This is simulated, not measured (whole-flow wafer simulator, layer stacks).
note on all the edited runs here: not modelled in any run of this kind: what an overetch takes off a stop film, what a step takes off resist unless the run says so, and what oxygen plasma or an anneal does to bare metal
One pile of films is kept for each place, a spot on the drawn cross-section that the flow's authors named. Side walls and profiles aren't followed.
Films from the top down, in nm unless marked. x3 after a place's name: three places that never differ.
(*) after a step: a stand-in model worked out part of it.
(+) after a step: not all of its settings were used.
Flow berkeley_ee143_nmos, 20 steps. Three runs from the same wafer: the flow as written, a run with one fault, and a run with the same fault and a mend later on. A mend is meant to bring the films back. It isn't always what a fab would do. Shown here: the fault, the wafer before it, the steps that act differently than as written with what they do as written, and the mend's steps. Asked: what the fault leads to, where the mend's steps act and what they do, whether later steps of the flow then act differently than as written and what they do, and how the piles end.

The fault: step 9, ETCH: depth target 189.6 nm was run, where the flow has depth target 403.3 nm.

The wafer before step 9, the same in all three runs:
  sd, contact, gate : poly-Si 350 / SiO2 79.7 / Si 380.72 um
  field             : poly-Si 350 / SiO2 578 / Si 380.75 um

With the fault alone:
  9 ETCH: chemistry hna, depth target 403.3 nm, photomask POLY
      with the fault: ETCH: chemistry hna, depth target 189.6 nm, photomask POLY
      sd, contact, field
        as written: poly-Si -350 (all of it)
        with the fault: poly-Si -189.6
  Later steps of the flow that act differently than as written:
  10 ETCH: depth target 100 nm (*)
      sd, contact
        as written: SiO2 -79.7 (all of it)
        with the fault: nothing
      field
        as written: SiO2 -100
        with the fault: nothing
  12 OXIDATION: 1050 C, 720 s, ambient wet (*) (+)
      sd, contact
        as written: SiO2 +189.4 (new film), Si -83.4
        with the fault: SiO2 +217.6 (new film), poly-Si -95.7
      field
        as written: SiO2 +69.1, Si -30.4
        with the fault: SiO2 +217.6 (new film), poly-Si -95.7
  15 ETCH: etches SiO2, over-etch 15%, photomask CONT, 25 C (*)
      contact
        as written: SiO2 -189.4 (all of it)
        with the fault: SiO2 -217.6 (all of it)
  At the end the piles differ from the flow's by more than 2% or 0.5 nm, whichever is larger, at sd, contact, field.
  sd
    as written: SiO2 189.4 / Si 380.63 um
    with the fault: SiO2 217.6 / poly-Si 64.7 / SiO2 79.7 / Si 380.72 um
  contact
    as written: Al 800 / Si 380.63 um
    with the fault: Al 800 / poly-Si 64.7 / SiO2 79.7 / Si 380.72 um
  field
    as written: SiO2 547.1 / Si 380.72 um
    with the fault: SiO2 217.6 / poly-Si 64.7 / SiO2 578 / Si 380.75 um

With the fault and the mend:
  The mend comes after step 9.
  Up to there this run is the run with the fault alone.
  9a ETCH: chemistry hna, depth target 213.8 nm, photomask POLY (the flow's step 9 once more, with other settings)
      sd, contact, field
        poly-Si -160.4 (all of it)
  No later step of the flow acts differently than as written at any place that is followed.
  At the end the piles are the same as the flow's at every place that both follow.
